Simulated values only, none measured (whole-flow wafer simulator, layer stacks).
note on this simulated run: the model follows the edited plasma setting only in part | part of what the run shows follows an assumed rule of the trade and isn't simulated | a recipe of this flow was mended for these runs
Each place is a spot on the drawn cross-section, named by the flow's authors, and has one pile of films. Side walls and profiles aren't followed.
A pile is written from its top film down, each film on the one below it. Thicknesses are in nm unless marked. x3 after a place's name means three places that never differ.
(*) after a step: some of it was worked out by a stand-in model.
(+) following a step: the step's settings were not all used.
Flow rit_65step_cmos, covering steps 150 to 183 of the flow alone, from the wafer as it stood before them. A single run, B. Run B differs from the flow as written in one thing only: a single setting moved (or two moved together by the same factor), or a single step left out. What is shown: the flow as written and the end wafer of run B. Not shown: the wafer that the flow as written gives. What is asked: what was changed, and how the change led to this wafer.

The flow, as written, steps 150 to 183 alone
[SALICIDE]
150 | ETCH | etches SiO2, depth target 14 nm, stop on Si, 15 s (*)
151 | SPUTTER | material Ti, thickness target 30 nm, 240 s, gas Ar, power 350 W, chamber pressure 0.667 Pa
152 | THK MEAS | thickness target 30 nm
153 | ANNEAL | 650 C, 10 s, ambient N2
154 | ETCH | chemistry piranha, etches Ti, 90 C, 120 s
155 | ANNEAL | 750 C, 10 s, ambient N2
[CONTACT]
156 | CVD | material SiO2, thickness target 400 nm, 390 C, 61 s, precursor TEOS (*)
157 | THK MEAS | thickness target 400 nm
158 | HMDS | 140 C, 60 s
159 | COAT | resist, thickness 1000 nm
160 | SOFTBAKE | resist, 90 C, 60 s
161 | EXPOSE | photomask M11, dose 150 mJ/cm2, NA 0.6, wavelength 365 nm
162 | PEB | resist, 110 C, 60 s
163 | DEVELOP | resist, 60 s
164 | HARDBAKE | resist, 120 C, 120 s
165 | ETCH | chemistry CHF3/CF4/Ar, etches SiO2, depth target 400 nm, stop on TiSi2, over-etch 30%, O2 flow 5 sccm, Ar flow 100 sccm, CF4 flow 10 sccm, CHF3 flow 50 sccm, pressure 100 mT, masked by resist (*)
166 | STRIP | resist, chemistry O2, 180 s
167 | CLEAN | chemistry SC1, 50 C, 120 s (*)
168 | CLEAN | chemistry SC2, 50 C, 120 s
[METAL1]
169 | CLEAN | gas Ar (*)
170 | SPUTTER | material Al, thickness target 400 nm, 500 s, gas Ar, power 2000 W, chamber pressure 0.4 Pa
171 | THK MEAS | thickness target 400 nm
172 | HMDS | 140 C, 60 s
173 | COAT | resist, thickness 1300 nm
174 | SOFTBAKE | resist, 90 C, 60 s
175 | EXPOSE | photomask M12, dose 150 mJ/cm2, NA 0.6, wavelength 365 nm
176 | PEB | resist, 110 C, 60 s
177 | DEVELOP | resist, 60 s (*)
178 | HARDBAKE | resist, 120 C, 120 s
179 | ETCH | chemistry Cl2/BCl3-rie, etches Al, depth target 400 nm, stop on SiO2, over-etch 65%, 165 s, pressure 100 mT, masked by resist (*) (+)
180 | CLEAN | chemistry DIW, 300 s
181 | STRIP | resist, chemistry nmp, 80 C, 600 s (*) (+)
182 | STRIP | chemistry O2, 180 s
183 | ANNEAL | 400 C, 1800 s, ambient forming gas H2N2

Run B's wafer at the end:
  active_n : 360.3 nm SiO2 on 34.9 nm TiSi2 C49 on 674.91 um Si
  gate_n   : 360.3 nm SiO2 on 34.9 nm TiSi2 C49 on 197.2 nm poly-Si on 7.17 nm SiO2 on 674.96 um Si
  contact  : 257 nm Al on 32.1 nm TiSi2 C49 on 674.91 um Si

Cause: step 151, SPUTTER: power 206 W was run, while the flow as written has power 350 W.

The path from the change to this, step by step:
  151 | SPUTTER | material Ti, thickness target 30 nm, 240 s, gas Ar, power 350 W, chamber pressure 0.667 Pa
      field, field_pw, field_nw and 11 more: Ti gains 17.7 (new film) (it would be, as written: Ti gains 30 (new film))
  153 | ANNEAL | 650 C, 10 s, ambient N2
      active_n, active_p, sd_n, sd_p, contact, m1: Ti loses 13.8, TiSi2 C49 gains 35 (new film), Si loses 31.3 (it would be, as written: Ti loses 23.4, TiSi first gains 15 (new film), TiSi2 C49 gains 37.2 (new film), Si loses 43.1)
      gate_n, gate_p: Ti loses 13.8, TiSi2 C49 gains 35 (new film), poly-Si loses 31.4 (it would be, as written: Ti loses 23.4, TiSi first gains 15 (new film), TiSi2 C49 gains 37.2 (new film), poly-Si loses 43.3)
  154 | ETCH | chemistry piranha, etches Ti, 90 C, 120 s
      active_n, active_p, gate_n, gate_p, sd_n, sd_p, contact, m1: Ti loses 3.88 (all of it), TiSi2 C49 loses 0.11 (it would be, as written: Ti loses 6.6 (all of it), TiSi first loses 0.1)
      field, field_pw, field_nw, field_p, spacer, spacer_p: Ti loses 17.7 (all of it) (it would be, as written: Ti loses 30 (all of it))
  155 | ANNEAL | 750 C, 10 s, ambient N2
      active_n, active_p, sd_n, sd_p, contact, m1: nothing (it would be, as written: TiSi2 gains 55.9 (new film), TiSi first loses 14.9 (all of it), TiSi2 C49 loses 37.2 (all of it), Si loses 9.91)
      gate_n, gate_p: nothing (it would be, as written: TiSi2 gains 55.9 (new film), TiSi first loses 14.9 (all of it), TiSi2 C49 loses 37.2 (all of it), poly-Si loses 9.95)
  165 | ETCH | chemistry CHF3/CF4/Ar, etches SiO2, depth target 400 nm, stop on TiSi2, over-etch 30%, O2 flow 5 sccm, Ar flow 100 sccm, CF4 flow 10 sccm, CHF3 flow 50 sccm, pressure 100 mT, masked by resist (*)
      contact: SiO2 loses 400 (all of it) (it would be, as written: SiO2 loses 400 (all of it), TiSi2 loses 6)
  169 | CLEAN | gas Ar (*)
      contact: TiSi2 C49 loses 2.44 (it would be, as written: TiSi2 loses 2.31)
